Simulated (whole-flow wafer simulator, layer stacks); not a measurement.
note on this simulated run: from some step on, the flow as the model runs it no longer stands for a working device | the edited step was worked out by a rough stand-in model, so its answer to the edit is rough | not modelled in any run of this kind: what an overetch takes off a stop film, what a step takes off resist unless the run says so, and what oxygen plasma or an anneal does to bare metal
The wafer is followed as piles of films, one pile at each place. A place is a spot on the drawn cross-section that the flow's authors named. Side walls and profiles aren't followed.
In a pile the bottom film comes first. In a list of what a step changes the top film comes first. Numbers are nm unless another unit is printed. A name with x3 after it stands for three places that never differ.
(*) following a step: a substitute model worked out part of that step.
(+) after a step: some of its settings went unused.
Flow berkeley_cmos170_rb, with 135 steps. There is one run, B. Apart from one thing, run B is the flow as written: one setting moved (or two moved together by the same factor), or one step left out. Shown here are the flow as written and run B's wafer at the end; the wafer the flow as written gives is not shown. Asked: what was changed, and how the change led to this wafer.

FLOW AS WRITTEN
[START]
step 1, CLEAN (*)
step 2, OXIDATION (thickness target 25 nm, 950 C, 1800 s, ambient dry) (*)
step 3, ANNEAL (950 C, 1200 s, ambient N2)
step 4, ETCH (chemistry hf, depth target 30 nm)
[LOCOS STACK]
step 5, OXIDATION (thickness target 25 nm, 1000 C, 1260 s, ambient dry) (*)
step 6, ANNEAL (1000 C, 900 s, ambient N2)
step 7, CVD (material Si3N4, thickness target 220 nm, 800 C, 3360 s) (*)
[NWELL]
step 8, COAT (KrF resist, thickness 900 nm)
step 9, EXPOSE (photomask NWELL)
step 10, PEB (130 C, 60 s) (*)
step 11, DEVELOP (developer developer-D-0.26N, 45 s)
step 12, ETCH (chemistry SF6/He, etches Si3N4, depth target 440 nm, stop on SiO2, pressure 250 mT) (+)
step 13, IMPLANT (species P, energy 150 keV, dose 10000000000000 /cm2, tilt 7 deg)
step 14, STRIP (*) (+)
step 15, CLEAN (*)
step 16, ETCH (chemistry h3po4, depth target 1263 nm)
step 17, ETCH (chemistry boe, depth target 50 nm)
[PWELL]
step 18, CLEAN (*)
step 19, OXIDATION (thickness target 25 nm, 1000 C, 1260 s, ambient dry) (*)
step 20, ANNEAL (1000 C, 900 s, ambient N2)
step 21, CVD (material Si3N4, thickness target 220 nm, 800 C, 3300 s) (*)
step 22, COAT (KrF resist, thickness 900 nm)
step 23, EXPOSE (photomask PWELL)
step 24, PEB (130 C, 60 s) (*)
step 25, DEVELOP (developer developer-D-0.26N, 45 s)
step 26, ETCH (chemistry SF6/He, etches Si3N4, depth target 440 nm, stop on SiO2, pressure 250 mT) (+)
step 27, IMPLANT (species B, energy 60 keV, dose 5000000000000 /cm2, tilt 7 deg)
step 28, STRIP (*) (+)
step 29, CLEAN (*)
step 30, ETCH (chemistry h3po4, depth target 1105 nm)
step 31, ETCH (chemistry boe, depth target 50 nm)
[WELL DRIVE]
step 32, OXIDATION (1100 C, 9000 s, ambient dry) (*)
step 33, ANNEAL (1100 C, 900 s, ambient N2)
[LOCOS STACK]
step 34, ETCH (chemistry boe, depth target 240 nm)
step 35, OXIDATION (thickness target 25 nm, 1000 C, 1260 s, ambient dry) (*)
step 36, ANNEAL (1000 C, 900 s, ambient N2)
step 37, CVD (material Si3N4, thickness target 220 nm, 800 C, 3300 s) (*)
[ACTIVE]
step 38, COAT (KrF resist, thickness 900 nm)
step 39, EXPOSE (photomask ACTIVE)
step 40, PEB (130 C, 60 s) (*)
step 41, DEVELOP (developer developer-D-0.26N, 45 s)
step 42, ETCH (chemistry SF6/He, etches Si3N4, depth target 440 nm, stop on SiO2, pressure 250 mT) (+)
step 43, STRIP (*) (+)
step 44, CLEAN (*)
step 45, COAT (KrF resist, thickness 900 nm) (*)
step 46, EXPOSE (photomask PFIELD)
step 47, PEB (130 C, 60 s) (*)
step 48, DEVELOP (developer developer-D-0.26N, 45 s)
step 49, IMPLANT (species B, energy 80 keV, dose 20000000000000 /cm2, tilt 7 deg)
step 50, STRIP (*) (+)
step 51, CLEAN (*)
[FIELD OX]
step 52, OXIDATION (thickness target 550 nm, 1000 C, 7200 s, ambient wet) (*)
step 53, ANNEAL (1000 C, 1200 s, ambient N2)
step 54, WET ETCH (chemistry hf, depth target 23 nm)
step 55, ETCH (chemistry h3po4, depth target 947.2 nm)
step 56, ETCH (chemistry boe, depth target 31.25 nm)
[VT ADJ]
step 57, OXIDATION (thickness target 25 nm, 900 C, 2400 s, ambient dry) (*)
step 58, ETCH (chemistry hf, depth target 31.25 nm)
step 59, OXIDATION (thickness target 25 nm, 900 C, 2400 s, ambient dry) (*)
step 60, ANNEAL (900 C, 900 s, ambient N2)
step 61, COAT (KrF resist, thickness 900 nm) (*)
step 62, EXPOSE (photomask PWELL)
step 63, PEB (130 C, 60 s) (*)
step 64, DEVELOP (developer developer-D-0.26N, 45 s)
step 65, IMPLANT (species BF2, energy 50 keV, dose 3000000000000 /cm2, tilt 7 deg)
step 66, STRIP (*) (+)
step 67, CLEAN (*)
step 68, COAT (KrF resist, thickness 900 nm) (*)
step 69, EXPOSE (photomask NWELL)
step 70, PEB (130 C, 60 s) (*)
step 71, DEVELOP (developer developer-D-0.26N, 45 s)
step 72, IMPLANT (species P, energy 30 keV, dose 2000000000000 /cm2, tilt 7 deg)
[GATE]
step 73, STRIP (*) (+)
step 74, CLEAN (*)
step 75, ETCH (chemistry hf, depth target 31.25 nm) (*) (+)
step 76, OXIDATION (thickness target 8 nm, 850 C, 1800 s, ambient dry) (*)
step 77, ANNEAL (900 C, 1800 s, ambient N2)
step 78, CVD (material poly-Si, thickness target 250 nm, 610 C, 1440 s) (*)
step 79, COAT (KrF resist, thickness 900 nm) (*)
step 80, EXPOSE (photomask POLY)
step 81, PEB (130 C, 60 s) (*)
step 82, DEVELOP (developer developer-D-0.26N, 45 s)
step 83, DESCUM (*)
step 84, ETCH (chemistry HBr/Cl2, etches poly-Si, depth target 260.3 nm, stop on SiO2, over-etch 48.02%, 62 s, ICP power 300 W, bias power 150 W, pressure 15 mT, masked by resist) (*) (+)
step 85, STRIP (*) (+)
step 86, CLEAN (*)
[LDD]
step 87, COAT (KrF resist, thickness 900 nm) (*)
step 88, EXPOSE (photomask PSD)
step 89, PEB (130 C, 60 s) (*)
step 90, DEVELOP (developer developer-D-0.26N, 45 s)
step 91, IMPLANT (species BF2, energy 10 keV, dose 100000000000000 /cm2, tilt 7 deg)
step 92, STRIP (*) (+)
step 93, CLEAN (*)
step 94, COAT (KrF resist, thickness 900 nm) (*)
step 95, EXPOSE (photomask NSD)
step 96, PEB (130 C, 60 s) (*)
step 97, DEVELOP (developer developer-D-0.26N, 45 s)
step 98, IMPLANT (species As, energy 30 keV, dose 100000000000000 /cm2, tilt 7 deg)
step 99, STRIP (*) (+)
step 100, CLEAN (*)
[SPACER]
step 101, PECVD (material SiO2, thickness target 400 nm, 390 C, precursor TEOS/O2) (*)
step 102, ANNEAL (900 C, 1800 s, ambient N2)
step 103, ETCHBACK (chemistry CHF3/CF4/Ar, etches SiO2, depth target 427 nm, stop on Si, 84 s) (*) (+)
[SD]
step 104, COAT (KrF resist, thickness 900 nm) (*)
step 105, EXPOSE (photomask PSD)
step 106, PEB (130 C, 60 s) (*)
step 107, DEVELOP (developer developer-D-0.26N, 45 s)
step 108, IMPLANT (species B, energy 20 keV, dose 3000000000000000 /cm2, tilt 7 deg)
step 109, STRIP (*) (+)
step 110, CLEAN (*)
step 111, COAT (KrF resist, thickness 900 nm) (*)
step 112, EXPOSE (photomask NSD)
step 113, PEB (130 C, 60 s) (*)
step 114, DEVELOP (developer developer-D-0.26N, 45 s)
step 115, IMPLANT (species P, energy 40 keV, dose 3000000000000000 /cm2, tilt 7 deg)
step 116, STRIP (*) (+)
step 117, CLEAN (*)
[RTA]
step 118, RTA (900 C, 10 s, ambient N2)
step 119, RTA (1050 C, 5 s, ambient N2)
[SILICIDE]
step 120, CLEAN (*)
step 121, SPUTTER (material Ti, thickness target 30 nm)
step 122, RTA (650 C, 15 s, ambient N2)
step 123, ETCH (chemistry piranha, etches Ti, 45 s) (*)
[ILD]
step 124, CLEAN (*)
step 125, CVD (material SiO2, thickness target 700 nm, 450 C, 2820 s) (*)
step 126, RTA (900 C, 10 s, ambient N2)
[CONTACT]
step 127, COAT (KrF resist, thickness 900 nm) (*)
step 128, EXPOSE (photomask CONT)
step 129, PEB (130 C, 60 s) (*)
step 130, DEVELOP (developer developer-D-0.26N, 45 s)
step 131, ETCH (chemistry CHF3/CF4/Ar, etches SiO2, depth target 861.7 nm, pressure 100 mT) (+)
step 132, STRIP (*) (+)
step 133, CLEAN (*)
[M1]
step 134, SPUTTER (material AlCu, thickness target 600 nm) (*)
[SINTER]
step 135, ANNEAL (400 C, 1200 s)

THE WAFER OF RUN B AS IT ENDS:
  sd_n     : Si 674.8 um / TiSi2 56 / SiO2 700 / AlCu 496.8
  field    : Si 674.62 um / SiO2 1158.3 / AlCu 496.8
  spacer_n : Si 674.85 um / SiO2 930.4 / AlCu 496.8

Cause: step 134, SPUTTER: thickness target 496.8 nm was run, while the flow as written has thickness target 600 nm.
The wafer itself shows it: sd_n has AlCu 496.8, and step 134 as written asks for 600 nm.

The path from the change to this, step by step:
  step 134, SPUTTER (material AlCu, thickness target 600 nm) (*)
      field, sd_n, spacer_n, gate, spacer_p, gate_p, m1: AlCu gains 496.8 (new film) (it would be, as written: AlCu gains 600 (new film))
      sd_p: AlCu gains 448 (new film) (it would be, as written: AlCu gains 545.9 (new film))
      (as well as at 1 more place)
